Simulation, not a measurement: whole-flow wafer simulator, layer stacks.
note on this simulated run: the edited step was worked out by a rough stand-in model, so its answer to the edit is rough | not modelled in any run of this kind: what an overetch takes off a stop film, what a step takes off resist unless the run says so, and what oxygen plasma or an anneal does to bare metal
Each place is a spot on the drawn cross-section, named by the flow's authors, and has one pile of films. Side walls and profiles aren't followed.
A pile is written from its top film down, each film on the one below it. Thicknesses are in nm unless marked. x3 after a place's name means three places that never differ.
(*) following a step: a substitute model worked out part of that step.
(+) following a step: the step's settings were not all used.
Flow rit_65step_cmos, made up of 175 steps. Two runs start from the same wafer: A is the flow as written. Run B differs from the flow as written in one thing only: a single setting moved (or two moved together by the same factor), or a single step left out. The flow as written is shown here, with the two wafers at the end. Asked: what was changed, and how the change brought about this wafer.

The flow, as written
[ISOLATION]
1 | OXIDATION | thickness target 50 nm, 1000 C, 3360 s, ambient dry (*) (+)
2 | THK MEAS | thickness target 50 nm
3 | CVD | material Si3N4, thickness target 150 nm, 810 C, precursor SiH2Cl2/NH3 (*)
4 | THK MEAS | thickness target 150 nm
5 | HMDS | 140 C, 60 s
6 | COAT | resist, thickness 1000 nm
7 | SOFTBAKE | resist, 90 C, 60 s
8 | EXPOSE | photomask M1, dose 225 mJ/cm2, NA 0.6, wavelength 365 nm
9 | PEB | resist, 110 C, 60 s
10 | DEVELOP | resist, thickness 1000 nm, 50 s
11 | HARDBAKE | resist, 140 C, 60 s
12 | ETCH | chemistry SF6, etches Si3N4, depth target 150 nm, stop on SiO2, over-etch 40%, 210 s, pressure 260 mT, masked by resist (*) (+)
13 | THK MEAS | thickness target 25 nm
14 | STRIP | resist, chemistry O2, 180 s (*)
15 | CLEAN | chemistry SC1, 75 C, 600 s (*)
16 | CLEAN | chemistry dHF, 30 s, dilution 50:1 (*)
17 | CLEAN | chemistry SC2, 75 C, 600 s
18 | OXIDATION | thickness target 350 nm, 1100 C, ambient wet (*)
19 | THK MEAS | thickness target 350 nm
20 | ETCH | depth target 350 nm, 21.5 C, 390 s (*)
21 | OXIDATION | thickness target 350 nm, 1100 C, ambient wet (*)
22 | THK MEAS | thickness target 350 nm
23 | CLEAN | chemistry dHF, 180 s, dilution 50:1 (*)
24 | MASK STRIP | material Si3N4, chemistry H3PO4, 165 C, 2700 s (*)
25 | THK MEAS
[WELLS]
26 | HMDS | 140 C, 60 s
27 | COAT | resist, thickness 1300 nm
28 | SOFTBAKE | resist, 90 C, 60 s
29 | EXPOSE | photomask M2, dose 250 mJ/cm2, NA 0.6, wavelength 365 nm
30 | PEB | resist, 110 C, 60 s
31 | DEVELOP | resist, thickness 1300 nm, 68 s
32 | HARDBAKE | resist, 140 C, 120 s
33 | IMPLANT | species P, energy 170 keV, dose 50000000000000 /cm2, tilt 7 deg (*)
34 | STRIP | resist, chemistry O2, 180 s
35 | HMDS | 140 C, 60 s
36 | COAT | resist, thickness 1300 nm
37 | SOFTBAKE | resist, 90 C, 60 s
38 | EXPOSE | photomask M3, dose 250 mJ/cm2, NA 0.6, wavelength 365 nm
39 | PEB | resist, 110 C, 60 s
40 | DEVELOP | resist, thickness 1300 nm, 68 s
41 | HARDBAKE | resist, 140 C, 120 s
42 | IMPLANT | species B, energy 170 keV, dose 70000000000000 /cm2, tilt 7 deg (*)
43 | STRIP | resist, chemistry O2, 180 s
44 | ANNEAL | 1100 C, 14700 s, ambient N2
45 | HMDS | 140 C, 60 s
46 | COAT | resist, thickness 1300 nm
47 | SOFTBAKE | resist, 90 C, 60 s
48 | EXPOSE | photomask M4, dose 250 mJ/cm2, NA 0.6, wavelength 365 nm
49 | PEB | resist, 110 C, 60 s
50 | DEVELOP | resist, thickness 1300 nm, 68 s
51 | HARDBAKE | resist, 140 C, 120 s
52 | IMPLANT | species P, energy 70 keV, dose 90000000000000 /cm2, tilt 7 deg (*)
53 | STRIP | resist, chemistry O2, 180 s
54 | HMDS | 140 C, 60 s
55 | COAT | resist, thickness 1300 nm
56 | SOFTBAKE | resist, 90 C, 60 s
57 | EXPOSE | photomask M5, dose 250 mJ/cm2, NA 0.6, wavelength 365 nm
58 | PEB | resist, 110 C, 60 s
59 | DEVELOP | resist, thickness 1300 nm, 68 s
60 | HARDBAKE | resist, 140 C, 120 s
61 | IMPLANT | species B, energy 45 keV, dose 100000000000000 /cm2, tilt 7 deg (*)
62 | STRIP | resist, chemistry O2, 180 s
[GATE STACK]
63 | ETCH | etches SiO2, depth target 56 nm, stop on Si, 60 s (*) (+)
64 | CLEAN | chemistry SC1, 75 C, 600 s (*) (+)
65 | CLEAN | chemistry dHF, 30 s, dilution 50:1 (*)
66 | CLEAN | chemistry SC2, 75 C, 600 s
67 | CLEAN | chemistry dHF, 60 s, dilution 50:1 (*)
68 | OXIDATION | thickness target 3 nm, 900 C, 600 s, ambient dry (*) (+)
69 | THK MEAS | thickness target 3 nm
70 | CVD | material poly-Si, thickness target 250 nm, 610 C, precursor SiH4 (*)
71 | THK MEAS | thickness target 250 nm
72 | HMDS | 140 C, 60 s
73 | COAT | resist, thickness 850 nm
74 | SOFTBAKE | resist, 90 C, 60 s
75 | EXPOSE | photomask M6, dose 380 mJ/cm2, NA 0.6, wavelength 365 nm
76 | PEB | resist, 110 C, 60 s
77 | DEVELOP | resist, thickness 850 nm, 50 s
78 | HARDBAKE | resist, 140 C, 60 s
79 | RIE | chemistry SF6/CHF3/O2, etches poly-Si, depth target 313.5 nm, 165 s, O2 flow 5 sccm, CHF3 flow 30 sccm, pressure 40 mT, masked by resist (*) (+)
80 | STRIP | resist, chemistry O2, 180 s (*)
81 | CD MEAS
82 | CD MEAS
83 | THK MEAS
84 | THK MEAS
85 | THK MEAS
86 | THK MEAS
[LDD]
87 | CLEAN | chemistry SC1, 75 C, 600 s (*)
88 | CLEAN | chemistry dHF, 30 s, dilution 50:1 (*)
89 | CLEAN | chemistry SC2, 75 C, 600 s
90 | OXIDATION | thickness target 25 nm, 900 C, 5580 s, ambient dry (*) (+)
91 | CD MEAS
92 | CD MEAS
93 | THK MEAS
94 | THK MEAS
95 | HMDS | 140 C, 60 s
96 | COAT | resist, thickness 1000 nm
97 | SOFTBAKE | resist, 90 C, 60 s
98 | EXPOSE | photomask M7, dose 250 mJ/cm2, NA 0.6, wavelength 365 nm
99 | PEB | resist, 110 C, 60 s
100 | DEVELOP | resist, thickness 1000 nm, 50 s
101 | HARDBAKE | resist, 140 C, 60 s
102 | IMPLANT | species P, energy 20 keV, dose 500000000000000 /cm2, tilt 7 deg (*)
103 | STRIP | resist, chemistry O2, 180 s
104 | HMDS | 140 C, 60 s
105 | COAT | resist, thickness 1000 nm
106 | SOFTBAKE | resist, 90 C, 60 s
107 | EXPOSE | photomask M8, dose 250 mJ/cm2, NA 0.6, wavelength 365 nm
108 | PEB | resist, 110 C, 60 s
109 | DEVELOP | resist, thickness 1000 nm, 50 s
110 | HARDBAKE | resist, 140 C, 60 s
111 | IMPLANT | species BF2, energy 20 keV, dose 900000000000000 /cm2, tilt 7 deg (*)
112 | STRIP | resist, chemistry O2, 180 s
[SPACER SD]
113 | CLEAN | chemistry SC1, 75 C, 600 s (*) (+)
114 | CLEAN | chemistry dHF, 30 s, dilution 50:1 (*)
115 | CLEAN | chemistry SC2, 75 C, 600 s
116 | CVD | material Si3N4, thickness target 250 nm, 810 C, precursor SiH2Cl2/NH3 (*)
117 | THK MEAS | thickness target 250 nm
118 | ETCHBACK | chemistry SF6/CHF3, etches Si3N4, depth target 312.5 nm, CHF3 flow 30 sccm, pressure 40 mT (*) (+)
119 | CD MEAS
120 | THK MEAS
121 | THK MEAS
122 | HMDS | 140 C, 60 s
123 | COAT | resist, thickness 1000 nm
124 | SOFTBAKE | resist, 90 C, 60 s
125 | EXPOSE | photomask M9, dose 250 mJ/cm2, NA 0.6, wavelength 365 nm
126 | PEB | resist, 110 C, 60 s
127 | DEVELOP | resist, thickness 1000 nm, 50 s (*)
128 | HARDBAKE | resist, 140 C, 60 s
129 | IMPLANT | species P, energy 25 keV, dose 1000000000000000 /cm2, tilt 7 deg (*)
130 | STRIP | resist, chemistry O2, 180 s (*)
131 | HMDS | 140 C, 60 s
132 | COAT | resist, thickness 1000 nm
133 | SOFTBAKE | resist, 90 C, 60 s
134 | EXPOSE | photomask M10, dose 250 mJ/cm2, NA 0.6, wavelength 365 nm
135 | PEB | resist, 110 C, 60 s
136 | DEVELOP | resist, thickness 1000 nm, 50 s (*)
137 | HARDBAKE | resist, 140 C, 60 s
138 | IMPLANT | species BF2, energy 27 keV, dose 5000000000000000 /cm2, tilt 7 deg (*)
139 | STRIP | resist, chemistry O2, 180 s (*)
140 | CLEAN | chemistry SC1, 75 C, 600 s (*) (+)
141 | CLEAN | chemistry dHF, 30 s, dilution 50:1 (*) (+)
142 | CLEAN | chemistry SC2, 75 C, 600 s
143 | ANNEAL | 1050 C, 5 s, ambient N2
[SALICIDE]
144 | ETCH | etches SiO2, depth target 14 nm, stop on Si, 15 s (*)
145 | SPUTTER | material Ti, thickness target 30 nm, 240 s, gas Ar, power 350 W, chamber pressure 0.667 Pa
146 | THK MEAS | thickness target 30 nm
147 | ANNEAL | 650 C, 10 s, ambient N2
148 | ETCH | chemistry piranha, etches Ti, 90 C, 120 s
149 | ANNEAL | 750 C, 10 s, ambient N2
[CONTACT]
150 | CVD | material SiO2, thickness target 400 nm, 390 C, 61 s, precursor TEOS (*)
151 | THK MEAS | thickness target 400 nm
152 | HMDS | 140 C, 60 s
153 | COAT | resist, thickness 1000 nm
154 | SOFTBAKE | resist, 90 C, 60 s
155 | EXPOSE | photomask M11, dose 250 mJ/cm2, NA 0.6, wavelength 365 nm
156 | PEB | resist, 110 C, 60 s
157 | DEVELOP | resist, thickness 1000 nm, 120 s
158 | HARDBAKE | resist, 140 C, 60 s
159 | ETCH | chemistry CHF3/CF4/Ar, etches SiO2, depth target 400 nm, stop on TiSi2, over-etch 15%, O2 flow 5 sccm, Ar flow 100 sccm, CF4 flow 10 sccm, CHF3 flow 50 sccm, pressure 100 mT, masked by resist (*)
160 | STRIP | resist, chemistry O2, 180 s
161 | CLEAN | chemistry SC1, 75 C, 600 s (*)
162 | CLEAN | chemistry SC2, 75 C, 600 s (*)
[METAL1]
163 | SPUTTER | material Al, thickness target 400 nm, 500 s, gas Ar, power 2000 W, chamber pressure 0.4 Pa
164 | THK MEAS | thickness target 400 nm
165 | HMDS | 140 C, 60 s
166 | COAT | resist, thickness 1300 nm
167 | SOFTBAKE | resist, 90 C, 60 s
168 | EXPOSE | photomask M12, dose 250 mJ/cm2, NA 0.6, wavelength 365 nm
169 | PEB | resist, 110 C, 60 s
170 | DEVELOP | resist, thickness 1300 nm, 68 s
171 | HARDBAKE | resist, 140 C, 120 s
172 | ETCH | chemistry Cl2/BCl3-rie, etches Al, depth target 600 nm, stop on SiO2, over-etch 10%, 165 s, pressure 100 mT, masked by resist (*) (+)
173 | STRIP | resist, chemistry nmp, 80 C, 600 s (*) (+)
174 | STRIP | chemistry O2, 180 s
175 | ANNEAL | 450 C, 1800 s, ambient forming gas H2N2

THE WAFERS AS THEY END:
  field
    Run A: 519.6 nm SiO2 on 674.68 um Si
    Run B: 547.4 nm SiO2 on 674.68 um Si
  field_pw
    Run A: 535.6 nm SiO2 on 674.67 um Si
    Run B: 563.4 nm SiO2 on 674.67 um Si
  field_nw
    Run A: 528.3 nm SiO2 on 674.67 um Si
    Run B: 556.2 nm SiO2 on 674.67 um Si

What caused this: step 63, ETCH: 30 s was run, while the flow as written has 60 s.

How this came from the change, step by step:
  63 | ETCH | etches SiO2, depth target 56 nm, stop on Si, 60 s (*) (+)
      active_n, active_p, gate_n and 7 more: A -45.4 SiO2 (all of it), -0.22 Si | B -28 SiO2
      field, field_pw, field_nw, field_p: A -56 SiO2 | B -28 SiO2
  64 | CLEAN | chemistry SC1, 75 C, 600 s (*) (+)
      active_n, active_p, gate_n and 7 more: A +0.6 chemical SiO2 (new film), -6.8 Si | B -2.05 SiO2
  65 | CLEAN | chemistry dHF, 30 s, dilution 50:1 (*)
      active_n, gate_n, spacer, sd_n, contact, m1: A -0.6 chemical SiO2 (all of it) | B -3.24 SiO2
      active_p, gate_p, spacer_p, sd_p: A -0.6 chemical SiO2 (all of it) | B -5.64 SiO2
  67 | CLEAN | chemistry dHF, 60 s, dilution 50:1 (*)
      active_n, gate_n, spacer, sd_n, contact, m1: A -0.4 chemical SiO2 (all of it) | B -6.5 SiO2
      gate_p, spacer_p, sd_p: A -0.4 chemical SiO2 (all of it) | B -9.74 SiO2 (all of it)
      (also at 1 further place)
  68 | OXIDATION | thickness target 3 nm, 900 C, 600 s, ambient dry (*) (+)
      active_n, gate_n, spacer, sd_n, contact, m1: A +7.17 SiO2 (new film), -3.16 Si | B +5.17 SiO2, -2.28 Si
  79 | RIE | chemistry SF6/CHF3/O2, etches poly-Si, depth target 313.5 nm, 165 s, O2 flow 5 sccm, CHF3 flow 30 sccm, pressure 40 mT, masked by resist (*) (+)
      active_n, spacer, sd_n, contact, m1: A -250 poly-Si (all of it), -7.17 SiO2 (all of it) | B -250 poly-Si (all of it), -10.8 SiO2 (all of it)
  118 | ETCHBACK | chemistry SF6/CHF3, etches Si3N4, depth target 312.5 nm, CHF3 flow 30 sccm, pressure 40 mT (*) (+)
      spacer: A -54 Si3N4 | B -50.4 Si3N4
